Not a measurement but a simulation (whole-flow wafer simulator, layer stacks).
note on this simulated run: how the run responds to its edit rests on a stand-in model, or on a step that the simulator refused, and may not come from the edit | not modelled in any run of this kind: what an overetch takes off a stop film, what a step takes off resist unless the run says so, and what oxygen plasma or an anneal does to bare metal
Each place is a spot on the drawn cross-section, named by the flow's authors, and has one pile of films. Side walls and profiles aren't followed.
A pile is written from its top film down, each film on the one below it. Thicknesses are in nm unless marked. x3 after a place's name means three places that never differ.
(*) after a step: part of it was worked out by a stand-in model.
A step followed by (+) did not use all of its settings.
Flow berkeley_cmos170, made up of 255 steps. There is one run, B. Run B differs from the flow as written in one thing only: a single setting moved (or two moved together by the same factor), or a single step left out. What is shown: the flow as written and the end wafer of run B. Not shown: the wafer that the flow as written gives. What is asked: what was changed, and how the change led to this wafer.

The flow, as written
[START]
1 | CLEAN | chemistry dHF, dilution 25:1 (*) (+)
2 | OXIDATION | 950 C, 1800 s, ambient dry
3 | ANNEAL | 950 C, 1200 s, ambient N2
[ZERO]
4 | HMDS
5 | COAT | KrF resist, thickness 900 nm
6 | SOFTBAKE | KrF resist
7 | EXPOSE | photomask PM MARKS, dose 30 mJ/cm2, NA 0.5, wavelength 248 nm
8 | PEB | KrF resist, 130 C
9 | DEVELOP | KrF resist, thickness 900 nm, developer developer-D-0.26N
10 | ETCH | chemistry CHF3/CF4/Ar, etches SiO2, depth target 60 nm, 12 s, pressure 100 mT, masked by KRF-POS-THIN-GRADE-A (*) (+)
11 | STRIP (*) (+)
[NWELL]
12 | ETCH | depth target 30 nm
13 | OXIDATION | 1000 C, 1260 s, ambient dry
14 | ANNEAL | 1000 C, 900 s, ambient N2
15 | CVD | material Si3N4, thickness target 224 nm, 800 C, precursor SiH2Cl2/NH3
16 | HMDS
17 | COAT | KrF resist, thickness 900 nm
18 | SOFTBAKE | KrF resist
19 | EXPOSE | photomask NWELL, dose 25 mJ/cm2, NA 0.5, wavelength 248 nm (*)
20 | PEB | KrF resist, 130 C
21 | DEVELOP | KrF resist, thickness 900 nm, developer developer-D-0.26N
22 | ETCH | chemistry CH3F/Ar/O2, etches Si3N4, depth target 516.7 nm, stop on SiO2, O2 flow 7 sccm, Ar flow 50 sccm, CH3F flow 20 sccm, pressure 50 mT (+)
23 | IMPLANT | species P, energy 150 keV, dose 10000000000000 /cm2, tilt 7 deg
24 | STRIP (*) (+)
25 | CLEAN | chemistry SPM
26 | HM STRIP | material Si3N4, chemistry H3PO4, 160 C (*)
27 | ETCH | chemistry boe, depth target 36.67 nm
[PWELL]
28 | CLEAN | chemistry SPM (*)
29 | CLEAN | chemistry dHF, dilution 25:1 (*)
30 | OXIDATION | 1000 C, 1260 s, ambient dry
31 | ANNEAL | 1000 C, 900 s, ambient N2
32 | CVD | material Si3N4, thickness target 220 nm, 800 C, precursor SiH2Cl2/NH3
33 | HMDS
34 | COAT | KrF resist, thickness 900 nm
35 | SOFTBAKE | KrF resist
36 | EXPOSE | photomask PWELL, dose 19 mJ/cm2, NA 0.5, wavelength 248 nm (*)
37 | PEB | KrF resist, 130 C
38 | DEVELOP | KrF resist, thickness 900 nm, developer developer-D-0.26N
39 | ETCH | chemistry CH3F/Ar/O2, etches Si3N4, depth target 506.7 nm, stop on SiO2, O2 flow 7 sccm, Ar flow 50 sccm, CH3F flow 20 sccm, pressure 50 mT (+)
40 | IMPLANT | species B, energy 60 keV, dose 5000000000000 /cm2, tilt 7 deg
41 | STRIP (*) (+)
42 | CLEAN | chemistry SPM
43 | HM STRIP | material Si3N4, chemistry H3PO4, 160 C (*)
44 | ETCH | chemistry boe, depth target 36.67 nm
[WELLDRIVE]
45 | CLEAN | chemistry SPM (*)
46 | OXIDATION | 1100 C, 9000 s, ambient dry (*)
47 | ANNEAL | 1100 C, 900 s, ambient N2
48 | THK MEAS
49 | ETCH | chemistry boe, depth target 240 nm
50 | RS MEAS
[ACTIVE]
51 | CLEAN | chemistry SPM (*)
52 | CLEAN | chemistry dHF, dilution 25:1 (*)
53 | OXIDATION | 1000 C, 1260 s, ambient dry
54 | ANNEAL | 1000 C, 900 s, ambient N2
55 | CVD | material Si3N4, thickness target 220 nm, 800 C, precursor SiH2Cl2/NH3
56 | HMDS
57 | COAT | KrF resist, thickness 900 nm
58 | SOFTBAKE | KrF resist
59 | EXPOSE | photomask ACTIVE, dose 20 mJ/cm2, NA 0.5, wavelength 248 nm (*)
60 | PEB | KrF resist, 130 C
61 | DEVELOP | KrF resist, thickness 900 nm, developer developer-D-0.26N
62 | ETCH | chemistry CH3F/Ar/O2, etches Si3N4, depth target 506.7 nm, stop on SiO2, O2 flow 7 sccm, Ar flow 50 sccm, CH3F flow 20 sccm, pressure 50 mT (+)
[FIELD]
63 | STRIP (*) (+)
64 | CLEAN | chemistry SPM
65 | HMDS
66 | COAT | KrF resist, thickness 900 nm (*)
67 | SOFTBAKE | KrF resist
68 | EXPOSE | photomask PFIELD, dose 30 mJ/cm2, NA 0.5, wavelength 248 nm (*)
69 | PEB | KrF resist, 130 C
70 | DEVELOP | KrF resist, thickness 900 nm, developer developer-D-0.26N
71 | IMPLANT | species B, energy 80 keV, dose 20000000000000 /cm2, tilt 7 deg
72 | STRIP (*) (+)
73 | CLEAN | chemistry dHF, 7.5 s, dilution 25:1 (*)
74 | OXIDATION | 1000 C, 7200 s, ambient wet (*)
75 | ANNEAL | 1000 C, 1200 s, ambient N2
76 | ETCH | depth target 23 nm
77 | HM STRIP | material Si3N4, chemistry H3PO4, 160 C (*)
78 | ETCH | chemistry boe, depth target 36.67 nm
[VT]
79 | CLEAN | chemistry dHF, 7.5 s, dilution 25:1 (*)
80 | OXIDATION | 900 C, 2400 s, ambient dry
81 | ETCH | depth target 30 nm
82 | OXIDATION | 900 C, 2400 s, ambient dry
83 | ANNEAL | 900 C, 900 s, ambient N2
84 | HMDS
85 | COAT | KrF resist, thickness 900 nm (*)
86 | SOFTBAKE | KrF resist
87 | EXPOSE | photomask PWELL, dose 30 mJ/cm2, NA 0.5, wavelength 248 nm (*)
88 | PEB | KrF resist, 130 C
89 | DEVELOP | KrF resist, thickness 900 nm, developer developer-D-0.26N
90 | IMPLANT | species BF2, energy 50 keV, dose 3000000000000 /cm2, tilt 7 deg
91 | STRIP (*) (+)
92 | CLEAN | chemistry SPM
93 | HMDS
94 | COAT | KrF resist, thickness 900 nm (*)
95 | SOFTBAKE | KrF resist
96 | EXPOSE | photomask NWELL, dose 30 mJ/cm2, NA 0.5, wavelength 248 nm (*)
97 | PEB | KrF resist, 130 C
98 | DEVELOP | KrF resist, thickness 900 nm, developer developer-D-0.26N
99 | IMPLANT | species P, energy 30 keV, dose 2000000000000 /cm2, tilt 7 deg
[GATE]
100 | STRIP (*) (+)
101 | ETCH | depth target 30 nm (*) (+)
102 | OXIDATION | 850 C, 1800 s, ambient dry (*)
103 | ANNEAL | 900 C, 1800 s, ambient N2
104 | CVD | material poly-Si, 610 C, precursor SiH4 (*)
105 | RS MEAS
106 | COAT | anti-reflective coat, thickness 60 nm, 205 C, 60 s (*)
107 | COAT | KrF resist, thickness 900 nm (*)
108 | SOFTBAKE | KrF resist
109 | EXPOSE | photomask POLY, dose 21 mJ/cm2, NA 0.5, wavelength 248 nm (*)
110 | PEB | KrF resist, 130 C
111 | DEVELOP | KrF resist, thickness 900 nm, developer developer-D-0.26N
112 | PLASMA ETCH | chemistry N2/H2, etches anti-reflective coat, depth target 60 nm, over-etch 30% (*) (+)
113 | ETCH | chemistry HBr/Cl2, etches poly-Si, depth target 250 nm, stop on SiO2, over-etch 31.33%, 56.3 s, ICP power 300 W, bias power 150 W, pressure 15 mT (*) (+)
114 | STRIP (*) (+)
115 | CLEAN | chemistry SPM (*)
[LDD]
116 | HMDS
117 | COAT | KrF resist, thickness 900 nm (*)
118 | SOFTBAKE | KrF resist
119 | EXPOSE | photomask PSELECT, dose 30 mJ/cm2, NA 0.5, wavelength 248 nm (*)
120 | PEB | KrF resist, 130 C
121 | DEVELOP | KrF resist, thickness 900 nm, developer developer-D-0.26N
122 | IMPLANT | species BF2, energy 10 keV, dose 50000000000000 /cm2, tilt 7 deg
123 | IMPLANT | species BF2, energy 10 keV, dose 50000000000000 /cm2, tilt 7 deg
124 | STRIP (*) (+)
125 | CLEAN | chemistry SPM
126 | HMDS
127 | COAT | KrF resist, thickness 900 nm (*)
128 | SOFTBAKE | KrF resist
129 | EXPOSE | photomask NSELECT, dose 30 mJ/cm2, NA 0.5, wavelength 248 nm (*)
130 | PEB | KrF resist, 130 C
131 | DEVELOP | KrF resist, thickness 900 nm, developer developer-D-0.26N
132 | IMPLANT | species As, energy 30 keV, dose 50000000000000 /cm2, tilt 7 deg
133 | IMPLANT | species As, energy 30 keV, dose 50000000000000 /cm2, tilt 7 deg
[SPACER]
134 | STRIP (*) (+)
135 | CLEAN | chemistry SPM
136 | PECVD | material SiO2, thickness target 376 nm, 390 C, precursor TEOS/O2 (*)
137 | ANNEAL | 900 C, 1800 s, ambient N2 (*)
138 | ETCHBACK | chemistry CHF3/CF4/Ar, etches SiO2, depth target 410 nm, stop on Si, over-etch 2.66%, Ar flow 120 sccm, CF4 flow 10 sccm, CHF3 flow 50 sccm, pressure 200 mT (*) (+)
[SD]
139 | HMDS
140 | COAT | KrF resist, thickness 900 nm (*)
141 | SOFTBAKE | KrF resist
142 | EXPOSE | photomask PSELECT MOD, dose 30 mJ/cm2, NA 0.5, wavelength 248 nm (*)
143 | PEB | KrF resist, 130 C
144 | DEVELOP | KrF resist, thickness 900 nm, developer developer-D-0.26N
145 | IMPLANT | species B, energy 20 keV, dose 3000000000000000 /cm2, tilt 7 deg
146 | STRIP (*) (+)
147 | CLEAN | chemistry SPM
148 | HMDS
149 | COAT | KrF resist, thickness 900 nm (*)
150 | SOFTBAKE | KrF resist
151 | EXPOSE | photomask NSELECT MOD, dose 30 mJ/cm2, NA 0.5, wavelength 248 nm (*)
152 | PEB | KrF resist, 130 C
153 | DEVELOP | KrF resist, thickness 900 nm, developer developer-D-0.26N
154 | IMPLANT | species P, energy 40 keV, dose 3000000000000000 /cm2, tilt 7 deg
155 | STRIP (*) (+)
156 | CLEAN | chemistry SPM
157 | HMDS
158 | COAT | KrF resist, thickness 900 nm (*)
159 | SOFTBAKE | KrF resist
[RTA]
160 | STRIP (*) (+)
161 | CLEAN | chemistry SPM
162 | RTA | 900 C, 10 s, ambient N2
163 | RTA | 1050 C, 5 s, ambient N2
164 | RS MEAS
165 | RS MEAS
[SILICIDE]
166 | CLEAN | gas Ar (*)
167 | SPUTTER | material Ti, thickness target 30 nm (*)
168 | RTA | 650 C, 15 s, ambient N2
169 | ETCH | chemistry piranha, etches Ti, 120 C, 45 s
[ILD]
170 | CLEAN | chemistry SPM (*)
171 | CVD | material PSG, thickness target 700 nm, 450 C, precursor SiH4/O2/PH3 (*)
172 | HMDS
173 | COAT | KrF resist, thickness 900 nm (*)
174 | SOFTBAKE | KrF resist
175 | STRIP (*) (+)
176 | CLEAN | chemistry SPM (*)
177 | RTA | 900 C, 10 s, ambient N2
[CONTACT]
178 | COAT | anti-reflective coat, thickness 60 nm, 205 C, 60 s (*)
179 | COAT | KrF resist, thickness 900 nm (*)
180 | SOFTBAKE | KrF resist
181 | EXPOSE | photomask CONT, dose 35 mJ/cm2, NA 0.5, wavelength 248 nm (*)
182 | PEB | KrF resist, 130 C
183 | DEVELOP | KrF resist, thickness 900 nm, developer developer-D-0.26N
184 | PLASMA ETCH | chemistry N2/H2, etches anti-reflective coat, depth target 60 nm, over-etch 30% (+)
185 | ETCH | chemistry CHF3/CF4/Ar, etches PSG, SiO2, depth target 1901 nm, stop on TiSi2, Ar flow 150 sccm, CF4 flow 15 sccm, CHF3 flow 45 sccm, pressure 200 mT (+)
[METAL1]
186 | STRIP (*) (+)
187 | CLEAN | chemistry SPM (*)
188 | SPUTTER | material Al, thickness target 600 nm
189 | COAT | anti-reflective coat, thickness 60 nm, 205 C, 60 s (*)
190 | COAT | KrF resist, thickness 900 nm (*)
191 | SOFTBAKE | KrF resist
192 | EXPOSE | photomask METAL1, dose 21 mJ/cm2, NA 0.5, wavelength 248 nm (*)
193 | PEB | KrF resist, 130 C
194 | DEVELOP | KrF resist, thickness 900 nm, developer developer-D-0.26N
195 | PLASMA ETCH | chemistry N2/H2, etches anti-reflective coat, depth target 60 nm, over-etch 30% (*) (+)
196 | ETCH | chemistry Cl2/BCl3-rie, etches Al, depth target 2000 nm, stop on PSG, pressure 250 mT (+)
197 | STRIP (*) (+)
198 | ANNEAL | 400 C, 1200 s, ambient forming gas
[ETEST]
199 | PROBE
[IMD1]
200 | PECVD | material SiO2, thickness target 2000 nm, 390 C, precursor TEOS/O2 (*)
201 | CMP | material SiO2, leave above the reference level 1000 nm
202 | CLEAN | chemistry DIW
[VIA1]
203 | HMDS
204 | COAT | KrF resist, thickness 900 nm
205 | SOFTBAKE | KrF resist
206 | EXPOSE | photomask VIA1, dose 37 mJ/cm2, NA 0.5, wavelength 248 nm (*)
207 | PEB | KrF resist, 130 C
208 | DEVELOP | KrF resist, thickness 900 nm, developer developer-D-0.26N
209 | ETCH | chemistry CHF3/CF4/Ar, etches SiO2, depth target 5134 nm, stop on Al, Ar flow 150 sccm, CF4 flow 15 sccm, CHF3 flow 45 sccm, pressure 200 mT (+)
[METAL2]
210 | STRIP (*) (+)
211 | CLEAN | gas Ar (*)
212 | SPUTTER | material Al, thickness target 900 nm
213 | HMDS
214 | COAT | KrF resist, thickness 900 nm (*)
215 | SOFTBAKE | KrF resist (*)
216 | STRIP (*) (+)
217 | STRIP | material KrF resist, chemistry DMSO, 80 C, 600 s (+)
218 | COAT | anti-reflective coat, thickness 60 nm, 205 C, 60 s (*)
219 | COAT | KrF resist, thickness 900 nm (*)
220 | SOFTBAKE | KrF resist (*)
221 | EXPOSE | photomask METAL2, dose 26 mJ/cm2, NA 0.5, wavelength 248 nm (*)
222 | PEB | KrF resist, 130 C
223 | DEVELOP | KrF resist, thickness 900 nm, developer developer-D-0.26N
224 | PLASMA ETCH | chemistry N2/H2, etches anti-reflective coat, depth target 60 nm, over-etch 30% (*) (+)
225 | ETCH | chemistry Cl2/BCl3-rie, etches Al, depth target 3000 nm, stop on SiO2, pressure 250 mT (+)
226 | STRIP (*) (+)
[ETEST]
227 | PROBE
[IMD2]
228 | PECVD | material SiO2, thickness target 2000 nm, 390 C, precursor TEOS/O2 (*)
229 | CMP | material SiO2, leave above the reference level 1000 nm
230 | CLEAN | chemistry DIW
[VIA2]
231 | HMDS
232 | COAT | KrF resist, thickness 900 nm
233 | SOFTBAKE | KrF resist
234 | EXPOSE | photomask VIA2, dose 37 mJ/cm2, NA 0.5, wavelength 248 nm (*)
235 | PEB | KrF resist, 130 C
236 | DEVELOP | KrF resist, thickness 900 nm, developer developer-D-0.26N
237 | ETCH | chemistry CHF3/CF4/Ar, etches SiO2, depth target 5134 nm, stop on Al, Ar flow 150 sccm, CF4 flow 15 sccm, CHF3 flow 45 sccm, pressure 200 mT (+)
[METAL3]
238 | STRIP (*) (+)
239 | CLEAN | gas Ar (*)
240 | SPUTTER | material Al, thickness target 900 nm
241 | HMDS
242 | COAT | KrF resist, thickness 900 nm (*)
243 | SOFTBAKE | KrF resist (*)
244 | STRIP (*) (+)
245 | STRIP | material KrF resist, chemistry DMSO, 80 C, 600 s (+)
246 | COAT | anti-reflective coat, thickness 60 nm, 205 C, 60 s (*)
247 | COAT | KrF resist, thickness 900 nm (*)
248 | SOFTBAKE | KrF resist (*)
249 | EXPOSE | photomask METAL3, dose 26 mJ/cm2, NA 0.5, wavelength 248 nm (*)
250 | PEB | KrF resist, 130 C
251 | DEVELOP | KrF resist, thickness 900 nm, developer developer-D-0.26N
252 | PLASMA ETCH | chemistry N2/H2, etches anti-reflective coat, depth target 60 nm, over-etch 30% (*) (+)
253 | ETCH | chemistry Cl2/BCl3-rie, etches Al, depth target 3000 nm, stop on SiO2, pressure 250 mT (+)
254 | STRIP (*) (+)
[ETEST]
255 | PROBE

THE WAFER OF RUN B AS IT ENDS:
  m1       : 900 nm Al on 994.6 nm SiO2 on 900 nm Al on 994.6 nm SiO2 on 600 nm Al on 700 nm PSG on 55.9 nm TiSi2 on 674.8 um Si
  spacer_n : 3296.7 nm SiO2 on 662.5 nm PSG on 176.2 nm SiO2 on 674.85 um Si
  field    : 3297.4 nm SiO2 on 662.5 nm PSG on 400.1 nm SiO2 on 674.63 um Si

Cause: step 78, ETCH: depth target 17.05 nm was run, whereas the flow has depth target 36.67 nm.

Step by step, how the change led to this:
  78 | ETCH | chemistry boe, depth target 36.67 nm
      spacer_n, gate_n, spacer_p and 6 more: -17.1 SiO2 (as written it would have been: -24.6 SiO2 (all of it))
      sd_n, sd_p: -17 SiO2 (as written it would have been: -24.6 SiO2 (all of it))
      (as well as at 1 more place)
  79 | CLEAN | chemistry dHF, 7.5 s, dilution 25:1 (*)
      sd_n, spacer_n, gate_n and 8 more: -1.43 SiO2 (as written it would have been: nothing)
  80 | OXIDATION | 900 C, 2400 s, ambient dry
      spacer_n, gate_n, spacer_p and 6 more: +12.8 SiO2, -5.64 Si (as written it would have been: +14.9 SiO2 (new film), -6.57 Si)
      sd_n, sd_p: +12.8 SiO2, -5.63 Si (as written it would have been: +14.9 SiO2 (new film), -6.57 Si)
  81 | ETCH | depth target 30 nm
      sd_n, spacer_n, gate_n and 8 more: -18.9 SiO2 (all of it) (as written it would have been: -14.9 SiO2 (all of it))
  106 | COAT | anti-reflective coat, thickness 60 nm, 205 C, 60 s (*)
      field: +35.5 anti-reflective coat (new film) (as written it would have been: +34.7 anti-reflective coat (new film))
      sd_n: +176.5 anti-reflective coat (new film) (as written it would have been: +158.6 anti-reflective coat (new film))
      (as well as at 8 more places)
  112 | PLASMA ETCH | chemistry N2/H2, etches anti-reflective coat, depth target 60 nm, over-etch 30% (*) (+)
      field: -35.5 anti-reflective coat (all of it), -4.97 poly-Si (as written it would have been: -34.7 anti-reflective coat (all of it), -4.4 poly-Si)
      sd_n: -176.5 anti-reflective coat (all of it), -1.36 poly-Si (as written it would have been: -158.6 anti-reflective coat (all of it), -1.22 poly-Si)
      (as well as at 8 more places)
  114 | STRIP (*) (+)
      gate_n: +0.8 chemical SiO2 (new film), -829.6 KrF resist (all of it), -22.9 anti-reflective coat (all of it), -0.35 poly-Si (as written it would have been: +0.8 chemical SiO2 (new film), -812.6 KrF resist (all of it), -27.3 anti-reflective coat (all of it), -0.35 poly-Si)
      gate_p: +0.8 chemical SiO2 (new film), -791.5 KrF resist (all of it), -27.3 anti-reflective coat (all of it), -0.35 poly-Si (as written it would have been: +0.8 chemical SiO2 (new film), -782.1 KrF resist (all of it), -29.6 anti-reflective coat (all of it), -0.35 poly-Si)
  178 | COAT | anti-reflective coat, thickness 60 nm, 205 C, 60 s (*)
      sd_n: +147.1 anti-reflective coat (new film) (as written it would have been: +135.1 anti-reflective coat (new film))
      spacer_n: +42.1 anti-reflective coat (new film) (as written it would have been: +41.2 anti-reflective coat (new film))
      (as well as at 5 more places)
  184 | PLASMA ETCH | chemistry N2/H2, etches anti-reflective coat, depth target 60 nm, over-etch 30% (+)
      contact: -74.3 anti-reflective coat (all of it), -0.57 PSG (as written it would have been: -72.8 anti-reflective coat (all of it), -0.56 PSG)
  186 | STRIP (*) (+)
      sd_n: -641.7 KrF resist (all of it), -147.1 anti-reflective coat (all of it) (as written it would have been: -643.8 KrF resist (all of it), -135.1 anti-reflective coat (all of it))
      spacer_n: -608.4 KrF resist (all of it), -42.1 anti-reflective coat (all of it) (as written it would have been: -599.1 KrF resist (all of it), -41.2 anti-reflective coat (all of it))
      (as well as at 4 more places)
  189 | COAT | anti-reflective coat, thickness 60 nm, 205 C, 60 s (*)
      gate_n: +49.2 anti-reflective coat (new film) (as written it would have been: +48 anti-reflective coat (new film))
      sd_p: +89.2 anti-reflective coat (new film) (as written it would have been: +86.5 anti-reflective coat (new film))
      (as well as at 2 more places)
  195 | PLASMA ETCH | chemistry N2/H2, etches anti-reflective coat, depth target 60 nm, over-etch 30% (*) (+)
      contact, m1, via1, m2, via2: -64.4 KrF resist (as written it would have been: -62.5 KrF resist)
      gate_n: -49.2 anti-reflective coat (all of it) (as written it would have been: -48 anti-reflective coat (all of it))
      (as well as at 1 more place)
  196 | ETCH | chemistry Cl2/BCl3-rie, etches Al, depth target 2000 nm, stop on PSG, pressure 250 mT (+)
      sd_p: -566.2 Al (all of it), -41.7 PSG (as written it would have been: -573.8 Al (all of it), -40.8 PSG)
  197 | STRIP (*) (+)
      m1: -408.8 KrF resist (all of it), -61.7 anti-reflective coat (all of it) (as written it would have been: -404.7 KrF resist (all of it), -63 anti-reflective coat (all of it))
      m2: -418.6 KrF resist (all of it), -58.5 anti-reflective coat (all of it) (as written it would have been: -412.9 KrF resist (all of it), -61.1 anti-reflective coat (all of it))
  201 | CMP | material SiO2, leave above the reference level 1000 nm
      field: -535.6 SiO2 (as written it would have been: -517 SiO2)
